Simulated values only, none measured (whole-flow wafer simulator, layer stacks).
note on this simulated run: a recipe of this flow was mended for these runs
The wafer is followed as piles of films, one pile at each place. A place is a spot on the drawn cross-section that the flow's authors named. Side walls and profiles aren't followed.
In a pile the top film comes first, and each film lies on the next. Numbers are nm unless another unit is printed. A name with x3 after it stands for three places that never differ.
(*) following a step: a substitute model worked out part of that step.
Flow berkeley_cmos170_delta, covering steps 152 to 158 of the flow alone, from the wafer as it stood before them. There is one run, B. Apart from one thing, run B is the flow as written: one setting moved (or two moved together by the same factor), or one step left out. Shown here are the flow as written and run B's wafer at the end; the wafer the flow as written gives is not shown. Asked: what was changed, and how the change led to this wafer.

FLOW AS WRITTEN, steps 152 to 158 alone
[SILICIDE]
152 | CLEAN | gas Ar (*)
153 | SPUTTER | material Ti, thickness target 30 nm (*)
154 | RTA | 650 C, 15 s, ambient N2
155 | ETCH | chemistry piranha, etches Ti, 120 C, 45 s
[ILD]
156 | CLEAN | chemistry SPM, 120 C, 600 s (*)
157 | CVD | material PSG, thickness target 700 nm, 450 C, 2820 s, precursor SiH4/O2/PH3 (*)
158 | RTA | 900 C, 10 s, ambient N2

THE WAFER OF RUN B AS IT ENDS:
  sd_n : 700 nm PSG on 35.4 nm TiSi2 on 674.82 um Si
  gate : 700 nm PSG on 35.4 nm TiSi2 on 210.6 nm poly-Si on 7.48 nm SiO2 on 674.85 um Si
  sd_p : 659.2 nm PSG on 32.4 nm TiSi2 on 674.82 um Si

What caused this: step 153, SPUTTER: thickness target 19 nm was run, whereas the flow has thickness target 30 nm.

Step by step, how the change led to this:
  153 | SPUTTER | material Ti, thickness target 30 nm (*)
      field, sd_n, spacer_n, gate, spacer_p, gate_p, contact x2: Ti gains 19 (new film) (as written it would have been: Ti gains 30 (new film))
      sd_p: Ti gains 17.4 (new film) (as written it would have been: Ti gains 27.5 (new film))
  154 | RTA | 650 C, 15 s, ambient N2
      sd_n, contact x2: Ti loses 14.8, TiSi2 C49 gains 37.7 (new film), Si loses 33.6 (as written it would have been: Ti loses 23.4, TiSi first gains 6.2 (new film), TiSi2 C49 gains 50.3 (new film), Si loses 49)
      gate, gate_p: Ti loses 14.8, TiSi2 C49 gains 37.7 (new film), poly-Si loses 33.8 (as written it would have been: Ti loses 23.4, TiSi first gains 6.2 (new film), TiSi2 C49 gains 50.3 (new film), poly-Si loses 49.2)
      (and at 1 other place as well)
  155 | ETCH | chemistry piranha, etches Ti, 120 C, 45 s
      sd_n, gate, gate_p, contact x2: Ti loses 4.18 (all of it), TiSi2 C49 loses 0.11 (as written it would have been: Ti loses 6.6 (all of it), TiSi first loses 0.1)
      sd_p: Ti loses 3.83 (all of it), TiSi2 C49 loses 0.11 (as written it would have been: Ti loses 6.05 (all of it), TiSi first loses 0.1)
      (and at 3 other places as well)
  158 | RTA | 900 C, 10 s, ambient N2
      sd_n, contact x2: under 1 film: TiSi2 gains 35.4 (new film), TiSi2 C49 loses 37.6 (all of it) (as written it would have been: under 1 film: TiSi2 gains 55.9 (new film), TiSi first loses 6.09 (all of it), TiSi2 C49 loses 50.3 (all of it), Si loses 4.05)
      gate, gate_p: under 1 film: TiSi2 gains 35.4 (new film), TiSi2 C49 loses 37.6 (all of it) (as written it would have been: under 1 film: TiSi2 gains 55.9 (new film), TiSi first loses 6.09 (all of it), TiSi2 C49 loses 50.3 (all of it), poly-Si loses 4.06)
      (and at 1 other place as well)
